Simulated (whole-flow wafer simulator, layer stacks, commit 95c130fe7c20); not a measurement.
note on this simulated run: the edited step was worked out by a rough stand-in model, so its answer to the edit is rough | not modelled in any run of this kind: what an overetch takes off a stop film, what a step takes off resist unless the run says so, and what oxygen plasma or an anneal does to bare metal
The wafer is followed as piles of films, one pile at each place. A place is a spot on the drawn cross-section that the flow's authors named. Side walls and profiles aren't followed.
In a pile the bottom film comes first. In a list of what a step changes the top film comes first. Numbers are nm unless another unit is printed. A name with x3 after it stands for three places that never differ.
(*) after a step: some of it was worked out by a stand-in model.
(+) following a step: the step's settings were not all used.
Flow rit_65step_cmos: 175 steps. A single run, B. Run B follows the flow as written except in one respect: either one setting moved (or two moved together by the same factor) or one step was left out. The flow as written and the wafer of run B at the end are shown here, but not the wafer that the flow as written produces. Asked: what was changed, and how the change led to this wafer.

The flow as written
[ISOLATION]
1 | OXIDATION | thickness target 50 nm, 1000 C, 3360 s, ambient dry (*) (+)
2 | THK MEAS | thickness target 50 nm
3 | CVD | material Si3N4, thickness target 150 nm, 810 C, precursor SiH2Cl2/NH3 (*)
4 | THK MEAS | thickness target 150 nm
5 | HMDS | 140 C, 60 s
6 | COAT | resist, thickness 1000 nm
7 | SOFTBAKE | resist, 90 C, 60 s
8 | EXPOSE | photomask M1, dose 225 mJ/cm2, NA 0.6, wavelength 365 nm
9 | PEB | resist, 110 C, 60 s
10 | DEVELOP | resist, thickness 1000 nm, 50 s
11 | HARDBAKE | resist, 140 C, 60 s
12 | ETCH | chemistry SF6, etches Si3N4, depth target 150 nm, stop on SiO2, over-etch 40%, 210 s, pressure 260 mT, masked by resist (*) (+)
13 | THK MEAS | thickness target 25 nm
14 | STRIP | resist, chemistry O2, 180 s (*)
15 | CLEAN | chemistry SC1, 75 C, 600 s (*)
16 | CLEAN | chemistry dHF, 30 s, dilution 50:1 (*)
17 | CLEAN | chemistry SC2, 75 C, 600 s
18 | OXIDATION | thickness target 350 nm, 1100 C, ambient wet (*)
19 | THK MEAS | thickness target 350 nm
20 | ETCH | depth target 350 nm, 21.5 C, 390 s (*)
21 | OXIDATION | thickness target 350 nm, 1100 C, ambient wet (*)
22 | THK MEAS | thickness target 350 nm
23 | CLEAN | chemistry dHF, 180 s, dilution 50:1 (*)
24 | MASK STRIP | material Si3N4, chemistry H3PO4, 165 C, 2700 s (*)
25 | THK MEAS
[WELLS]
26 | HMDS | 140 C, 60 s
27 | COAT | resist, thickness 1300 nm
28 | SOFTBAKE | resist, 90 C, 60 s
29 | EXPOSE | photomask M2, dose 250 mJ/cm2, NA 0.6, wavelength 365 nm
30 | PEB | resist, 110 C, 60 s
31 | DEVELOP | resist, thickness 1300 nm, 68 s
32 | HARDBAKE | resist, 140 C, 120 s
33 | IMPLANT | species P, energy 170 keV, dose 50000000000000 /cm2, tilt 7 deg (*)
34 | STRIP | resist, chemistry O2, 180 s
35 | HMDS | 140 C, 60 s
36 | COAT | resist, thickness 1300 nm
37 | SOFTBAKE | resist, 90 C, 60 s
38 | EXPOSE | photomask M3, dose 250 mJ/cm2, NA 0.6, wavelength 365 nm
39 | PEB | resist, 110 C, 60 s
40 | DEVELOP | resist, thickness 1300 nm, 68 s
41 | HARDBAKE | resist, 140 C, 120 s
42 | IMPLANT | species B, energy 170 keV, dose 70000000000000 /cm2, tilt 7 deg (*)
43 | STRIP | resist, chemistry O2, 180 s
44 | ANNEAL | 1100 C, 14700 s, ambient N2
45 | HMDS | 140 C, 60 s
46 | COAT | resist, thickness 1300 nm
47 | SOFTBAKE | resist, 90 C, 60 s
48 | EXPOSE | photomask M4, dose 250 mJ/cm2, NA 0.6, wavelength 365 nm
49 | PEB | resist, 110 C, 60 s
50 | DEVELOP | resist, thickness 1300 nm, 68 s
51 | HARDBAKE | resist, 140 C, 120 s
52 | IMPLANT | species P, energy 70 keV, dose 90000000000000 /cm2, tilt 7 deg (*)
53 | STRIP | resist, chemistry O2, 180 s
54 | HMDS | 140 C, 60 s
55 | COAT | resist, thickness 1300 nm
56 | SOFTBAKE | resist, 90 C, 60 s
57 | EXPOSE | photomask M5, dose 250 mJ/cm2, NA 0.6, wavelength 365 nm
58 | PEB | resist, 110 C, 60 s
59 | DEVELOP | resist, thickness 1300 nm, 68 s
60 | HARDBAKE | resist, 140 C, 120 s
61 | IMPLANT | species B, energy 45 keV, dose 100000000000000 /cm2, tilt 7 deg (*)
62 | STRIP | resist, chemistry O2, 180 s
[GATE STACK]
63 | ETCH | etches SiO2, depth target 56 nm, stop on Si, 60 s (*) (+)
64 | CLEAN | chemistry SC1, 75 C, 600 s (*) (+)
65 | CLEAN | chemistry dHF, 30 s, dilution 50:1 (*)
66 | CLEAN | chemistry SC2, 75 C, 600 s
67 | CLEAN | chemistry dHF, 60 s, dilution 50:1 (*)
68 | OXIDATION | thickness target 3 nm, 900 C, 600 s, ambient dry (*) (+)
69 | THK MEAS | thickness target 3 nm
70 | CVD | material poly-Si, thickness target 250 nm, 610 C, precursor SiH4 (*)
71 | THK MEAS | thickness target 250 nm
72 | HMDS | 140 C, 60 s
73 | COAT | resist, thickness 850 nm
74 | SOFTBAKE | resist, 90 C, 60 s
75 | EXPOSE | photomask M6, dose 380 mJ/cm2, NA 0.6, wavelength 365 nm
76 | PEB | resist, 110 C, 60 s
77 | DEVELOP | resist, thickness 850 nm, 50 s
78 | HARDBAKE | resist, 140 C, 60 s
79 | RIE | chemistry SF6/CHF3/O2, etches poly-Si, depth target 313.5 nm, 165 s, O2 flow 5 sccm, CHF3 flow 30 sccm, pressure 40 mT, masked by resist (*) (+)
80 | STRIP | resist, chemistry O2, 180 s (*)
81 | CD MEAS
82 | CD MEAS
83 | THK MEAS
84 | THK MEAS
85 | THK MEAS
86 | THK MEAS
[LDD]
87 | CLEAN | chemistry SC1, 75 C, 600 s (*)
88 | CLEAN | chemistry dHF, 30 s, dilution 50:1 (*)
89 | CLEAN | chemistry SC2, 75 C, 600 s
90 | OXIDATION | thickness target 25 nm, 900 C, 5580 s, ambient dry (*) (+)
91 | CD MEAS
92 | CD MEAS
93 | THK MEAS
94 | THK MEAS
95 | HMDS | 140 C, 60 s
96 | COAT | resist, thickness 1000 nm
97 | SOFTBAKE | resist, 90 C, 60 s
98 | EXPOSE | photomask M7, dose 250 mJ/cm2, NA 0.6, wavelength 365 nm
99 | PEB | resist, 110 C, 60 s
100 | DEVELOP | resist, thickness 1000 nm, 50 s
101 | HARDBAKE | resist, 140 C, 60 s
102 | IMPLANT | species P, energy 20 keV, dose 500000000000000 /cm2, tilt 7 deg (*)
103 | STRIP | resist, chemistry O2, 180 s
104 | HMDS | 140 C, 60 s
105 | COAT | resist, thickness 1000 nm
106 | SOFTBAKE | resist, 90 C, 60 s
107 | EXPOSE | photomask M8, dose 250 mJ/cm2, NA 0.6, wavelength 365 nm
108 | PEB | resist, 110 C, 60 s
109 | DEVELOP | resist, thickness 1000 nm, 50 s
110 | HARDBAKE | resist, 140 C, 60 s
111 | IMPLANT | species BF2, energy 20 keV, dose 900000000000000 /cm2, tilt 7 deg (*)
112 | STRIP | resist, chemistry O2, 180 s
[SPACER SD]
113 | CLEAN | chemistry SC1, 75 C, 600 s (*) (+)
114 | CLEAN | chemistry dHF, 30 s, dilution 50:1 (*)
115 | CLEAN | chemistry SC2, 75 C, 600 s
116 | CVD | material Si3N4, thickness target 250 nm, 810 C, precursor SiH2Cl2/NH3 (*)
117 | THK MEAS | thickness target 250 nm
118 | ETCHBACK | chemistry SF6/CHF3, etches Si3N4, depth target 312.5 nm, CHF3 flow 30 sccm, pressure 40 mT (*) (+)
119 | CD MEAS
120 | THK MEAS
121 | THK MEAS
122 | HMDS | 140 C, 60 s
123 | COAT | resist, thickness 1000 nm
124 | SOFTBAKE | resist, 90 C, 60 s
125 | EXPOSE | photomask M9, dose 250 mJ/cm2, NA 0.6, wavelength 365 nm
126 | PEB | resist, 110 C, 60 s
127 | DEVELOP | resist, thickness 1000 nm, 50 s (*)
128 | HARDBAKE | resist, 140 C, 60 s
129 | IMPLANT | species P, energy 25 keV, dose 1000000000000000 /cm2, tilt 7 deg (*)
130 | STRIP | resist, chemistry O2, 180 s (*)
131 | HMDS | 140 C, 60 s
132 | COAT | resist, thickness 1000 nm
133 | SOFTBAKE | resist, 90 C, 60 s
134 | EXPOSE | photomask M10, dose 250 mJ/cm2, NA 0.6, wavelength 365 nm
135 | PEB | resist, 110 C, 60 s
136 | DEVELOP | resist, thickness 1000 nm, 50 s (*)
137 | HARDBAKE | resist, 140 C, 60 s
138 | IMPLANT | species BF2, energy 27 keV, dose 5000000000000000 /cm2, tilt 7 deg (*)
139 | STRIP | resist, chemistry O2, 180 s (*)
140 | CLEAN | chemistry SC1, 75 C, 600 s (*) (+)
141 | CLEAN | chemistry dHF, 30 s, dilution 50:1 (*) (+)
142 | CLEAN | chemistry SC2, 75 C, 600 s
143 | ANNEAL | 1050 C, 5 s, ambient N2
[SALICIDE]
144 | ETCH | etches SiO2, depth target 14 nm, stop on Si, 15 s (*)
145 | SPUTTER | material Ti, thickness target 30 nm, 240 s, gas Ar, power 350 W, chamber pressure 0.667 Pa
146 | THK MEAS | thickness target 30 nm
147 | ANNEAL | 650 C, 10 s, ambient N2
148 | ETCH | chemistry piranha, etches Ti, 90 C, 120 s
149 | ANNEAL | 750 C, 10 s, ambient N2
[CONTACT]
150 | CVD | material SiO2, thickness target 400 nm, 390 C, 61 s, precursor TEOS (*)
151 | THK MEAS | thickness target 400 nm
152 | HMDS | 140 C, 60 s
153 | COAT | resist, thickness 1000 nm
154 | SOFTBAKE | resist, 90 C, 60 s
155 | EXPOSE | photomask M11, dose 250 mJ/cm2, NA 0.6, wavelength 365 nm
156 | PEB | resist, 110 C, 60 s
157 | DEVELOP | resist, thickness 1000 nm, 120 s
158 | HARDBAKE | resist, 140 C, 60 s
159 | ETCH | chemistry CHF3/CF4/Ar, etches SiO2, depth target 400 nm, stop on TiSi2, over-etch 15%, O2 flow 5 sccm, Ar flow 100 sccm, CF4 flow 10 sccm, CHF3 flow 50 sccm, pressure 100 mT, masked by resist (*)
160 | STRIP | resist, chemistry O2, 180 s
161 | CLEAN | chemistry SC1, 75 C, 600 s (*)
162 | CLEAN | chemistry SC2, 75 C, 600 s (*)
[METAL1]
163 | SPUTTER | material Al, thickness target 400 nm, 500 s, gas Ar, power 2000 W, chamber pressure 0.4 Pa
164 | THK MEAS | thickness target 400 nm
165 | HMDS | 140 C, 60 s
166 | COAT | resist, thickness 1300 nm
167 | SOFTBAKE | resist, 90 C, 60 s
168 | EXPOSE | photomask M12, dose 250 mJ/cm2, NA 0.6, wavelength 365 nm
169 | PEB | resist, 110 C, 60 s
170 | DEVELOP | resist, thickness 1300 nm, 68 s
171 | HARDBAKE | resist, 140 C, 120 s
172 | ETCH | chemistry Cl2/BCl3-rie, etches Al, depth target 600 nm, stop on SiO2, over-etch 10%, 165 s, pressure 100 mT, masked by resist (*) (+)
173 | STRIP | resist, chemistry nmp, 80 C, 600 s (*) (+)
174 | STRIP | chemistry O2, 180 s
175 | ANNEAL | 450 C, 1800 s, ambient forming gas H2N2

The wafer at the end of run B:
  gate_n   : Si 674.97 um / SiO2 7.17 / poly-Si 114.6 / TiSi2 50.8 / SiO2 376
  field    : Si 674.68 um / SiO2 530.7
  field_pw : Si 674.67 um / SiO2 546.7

What caused this: step 63, ETCH: 48 s was run, whereas the flow has 60 s.

Step by step, how the change led to this:
  63 | ETCH | etches SiO2, depth target 56 nm, stop on Si, 60 s (*) (+)
      active_n, active_p, gate_n and 7 more: -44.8 SiO2 (as written it would have been: -45.4 SiO2 (all of it), -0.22 Si)
      field, field_pw, field_nw, field_p: -44.8 SiO2 (as written it would have been: -56 SiO2)
  64 | CLEAN | chemistry SC1, 75 C, 600 s (*) (+)
      gate_n, gate_p, spacer, spacer_p, sd_n, sd_p, contact, m1: +0.6 chemical SiO2 (new film), -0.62 SiO2 (all of it), -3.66 Si (as written it would have been: +0.6 chemical SiO2 (new film), -6.8 Si)
      active_n, active_p: +0.6 chemical SiO2 (new film), -0.59 SiO2 (all of it), -3.73 Si (as written it would have been: +0.6 chemical SiO2 (new film), -6.8 Si)
